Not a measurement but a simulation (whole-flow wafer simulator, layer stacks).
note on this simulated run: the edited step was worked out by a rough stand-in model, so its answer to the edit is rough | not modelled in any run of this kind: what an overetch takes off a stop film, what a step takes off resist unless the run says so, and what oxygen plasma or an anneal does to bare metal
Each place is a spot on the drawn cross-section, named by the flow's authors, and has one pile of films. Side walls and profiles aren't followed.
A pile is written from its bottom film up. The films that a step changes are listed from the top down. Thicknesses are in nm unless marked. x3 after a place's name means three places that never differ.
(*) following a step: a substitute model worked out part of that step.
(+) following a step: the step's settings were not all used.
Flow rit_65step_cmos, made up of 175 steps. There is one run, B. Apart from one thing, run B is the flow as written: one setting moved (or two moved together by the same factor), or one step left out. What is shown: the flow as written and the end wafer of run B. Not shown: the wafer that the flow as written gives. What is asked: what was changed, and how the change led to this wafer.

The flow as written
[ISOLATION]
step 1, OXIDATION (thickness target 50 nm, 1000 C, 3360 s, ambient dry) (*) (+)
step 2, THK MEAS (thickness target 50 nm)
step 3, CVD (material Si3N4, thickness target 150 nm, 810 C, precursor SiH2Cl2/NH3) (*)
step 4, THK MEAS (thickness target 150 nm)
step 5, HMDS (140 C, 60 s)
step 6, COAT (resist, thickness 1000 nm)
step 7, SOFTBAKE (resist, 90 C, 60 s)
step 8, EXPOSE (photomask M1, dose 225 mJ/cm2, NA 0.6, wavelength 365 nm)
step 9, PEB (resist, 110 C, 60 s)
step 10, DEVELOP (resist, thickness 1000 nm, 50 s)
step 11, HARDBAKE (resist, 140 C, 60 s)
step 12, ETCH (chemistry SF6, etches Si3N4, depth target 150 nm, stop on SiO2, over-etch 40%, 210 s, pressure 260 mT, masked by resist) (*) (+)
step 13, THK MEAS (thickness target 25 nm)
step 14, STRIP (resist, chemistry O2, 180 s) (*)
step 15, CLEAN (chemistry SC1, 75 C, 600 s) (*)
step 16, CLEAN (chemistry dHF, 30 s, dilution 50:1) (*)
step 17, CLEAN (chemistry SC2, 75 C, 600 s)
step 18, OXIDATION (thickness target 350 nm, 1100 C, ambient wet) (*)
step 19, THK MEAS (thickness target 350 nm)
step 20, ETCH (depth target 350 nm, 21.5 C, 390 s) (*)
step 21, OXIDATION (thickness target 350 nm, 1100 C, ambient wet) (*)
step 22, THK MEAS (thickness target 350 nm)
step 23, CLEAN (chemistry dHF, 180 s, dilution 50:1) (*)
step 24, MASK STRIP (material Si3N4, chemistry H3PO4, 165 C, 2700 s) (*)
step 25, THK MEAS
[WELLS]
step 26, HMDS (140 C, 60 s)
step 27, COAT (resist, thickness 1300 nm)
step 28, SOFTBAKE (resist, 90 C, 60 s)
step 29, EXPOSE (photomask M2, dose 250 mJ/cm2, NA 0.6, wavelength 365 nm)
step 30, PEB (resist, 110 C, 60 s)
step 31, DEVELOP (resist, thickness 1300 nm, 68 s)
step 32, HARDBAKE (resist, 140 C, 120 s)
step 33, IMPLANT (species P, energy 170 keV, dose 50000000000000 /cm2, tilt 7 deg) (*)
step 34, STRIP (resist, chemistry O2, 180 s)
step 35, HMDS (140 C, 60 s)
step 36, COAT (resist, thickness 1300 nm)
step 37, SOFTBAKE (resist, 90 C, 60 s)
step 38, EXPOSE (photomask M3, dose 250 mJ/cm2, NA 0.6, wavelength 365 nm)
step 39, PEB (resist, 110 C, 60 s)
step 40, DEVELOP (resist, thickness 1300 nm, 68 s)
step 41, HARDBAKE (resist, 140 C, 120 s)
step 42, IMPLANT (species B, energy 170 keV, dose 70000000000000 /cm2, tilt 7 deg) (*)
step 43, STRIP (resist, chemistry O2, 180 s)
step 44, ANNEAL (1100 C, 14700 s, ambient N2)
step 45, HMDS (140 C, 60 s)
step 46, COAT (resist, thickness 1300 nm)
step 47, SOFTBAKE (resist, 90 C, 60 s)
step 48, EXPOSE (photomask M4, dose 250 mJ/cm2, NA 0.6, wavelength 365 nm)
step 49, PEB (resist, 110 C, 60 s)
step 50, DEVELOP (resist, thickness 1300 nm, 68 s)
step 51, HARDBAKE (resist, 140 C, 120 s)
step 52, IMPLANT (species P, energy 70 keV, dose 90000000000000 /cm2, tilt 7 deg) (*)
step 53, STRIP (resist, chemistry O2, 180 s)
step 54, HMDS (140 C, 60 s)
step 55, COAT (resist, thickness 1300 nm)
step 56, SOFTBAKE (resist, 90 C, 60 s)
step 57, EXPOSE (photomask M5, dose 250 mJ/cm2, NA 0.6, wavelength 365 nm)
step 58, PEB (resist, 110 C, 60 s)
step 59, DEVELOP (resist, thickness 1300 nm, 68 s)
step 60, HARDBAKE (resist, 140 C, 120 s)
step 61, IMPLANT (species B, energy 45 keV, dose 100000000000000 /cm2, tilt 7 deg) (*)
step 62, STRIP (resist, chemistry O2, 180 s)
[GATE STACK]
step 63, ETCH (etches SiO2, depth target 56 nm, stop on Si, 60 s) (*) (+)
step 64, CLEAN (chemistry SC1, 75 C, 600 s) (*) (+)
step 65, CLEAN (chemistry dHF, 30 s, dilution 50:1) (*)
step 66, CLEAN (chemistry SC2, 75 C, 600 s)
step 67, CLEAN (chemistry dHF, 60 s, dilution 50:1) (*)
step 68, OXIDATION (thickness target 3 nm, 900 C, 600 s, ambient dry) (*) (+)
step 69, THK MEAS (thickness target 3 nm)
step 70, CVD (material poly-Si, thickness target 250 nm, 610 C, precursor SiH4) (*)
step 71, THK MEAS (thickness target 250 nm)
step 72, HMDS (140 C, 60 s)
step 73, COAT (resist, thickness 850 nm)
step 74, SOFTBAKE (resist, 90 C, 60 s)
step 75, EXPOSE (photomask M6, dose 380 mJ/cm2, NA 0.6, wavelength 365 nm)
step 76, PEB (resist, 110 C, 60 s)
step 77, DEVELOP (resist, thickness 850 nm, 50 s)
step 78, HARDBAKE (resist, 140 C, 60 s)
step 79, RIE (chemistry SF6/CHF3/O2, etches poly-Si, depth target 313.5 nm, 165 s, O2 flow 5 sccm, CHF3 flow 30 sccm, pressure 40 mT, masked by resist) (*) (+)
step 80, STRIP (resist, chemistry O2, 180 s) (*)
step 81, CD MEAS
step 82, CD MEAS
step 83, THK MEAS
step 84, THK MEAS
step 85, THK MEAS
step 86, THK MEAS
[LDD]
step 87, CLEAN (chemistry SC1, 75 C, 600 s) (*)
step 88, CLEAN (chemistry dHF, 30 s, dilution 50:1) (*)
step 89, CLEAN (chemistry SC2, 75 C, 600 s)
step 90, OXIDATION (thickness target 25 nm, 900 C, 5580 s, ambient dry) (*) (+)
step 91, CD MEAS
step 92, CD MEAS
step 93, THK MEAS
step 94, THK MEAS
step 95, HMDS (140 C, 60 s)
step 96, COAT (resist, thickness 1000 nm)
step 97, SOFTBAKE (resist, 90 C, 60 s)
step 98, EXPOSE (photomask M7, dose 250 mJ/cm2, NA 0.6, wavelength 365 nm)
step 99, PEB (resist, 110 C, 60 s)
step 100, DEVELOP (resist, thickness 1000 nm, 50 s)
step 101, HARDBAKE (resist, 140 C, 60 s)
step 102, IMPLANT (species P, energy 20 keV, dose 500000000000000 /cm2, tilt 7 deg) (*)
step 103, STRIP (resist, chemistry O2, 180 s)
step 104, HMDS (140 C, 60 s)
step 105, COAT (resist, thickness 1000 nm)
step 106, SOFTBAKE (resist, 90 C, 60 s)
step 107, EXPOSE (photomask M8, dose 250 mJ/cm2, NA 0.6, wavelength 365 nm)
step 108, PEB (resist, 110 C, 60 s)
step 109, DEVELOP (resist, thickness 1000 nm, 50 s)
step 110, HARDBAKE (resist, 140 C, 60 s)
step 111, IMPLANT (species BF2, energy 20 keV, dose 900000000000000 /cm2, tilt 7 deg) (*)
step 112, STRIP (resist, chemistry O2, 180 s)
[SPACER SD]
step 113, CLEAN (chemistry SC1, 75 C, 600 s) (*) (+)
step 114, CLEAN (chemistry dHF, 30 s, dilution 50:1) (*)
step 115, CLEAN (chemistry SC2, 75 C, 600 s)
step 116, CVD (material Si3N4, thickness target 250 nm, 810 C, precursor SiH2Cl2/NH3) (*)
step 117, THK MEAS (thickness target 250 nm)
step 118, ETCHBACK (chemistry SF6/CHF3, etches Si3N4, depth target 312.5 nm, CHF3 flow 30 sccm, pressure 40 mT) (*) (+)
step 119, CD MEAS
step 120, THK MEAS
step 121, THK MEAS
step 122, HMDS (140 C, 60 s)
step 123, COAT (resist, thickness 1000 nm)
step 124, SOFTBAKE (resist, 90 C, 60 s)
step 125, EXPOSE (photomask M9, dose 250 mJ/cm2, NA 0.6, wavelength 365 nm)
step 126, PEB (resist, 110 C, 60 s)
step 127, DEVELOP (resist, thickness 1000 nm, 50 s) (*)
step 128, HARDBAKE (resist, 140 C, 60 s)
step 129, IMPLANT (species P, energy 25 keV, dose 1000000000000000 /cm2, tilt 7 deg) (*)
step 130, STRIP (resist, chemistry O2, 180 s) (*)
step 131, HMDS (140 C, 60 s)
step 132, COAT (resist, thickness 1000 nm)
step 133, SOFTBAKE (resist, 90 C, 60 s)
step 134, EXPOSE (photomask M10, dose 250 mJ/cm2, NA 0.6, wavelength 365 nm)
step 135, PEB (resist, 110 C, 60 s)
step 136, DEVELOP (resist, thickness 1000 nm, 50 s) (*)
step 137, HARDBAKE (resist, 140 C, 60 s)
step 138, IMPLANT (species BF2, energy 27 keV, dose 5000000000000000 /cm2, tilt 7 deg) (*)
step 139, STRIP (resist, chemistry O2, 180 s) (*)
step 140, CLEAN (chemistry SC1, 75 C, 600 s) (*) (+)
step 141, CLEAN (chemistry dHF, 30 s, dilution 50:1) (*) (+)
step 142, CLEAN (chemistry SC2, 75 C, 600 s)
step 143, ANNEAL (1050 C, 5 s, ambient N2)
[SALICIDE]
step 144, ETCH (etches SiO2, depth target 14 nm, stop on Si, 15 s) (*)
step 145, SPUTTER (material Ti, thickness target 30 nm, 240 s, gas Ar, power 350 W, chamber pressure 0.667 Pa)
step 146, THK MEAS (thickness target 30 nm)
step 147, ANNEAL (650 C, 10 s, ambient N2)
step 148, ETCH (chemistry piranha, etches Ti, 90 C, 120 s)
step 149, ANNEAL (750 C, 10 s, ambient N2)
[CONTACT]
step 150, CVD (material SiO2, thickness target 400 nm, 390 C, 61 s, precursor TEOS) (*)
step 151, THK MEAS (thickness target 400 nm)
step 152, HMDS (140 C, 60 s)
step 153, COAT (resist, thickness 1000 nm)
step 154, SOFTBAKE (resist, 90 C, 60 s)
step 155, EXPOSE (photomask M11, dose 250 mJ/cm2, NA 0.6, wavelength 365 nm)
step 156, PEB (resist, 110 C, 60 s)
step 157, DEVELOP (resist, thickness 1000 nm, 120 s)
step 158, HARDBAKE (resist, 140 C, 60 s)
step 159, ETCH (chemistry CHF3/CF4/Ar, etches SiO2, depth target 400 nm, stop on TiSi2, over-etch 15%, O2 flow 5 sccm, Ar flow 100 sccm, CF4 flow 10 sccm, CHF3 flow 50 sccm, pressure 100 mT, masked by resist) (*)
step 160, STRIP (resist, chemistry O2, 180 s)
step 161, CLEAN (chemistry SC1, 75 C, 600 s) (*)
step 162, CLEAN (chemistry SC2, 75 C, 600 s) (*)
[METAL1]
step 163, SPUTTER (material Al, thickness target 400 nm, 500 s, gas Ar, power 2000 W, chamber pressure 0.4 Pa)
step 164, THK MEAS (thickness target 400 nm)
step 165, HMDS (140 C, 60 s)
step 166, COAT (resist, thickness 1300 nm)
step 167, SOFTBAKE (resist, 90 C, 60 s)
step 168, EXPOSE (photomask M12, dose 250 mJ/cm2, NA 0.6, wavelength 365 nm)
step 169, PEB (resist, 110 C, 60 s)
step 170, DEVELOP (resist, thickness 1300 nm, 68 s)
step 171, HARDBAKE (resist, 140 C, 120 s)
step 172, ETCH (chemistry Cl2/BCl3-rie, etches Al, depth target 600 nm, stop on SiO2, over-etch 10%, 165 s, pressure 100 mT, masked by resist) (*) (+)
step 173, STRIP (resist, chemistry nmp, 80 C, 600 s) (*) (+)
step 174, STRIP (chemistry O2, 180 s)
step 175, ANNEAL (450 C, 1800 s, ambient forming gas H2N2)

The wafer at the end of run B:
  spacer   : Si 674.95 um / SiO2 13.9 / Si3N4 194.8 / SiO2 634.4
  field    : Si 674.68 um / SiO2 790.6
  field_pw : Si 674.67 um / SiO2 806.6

Cause: step 150, CVD: thickness target 671 nm was run, whereas the flow has thickness target 400 nm; step 150, CVD: 102 s was run, where the flow has 61 s.

Step by step, how the change led to this:
  step 150, CVD (material SiO2, thickness target 400 nm, 390 C, 61 s, precursor TEOS) (*)
      field, field_pw, field_nw, field_p: SiO2 gains 671 (as written it would have been: SiO2 gains 400)
      spacer, spacer_p: SiO2 gains 671 (new film) (as written it would have been: SiO2 gains 400 (new film))
      (as well as at 2 more places)
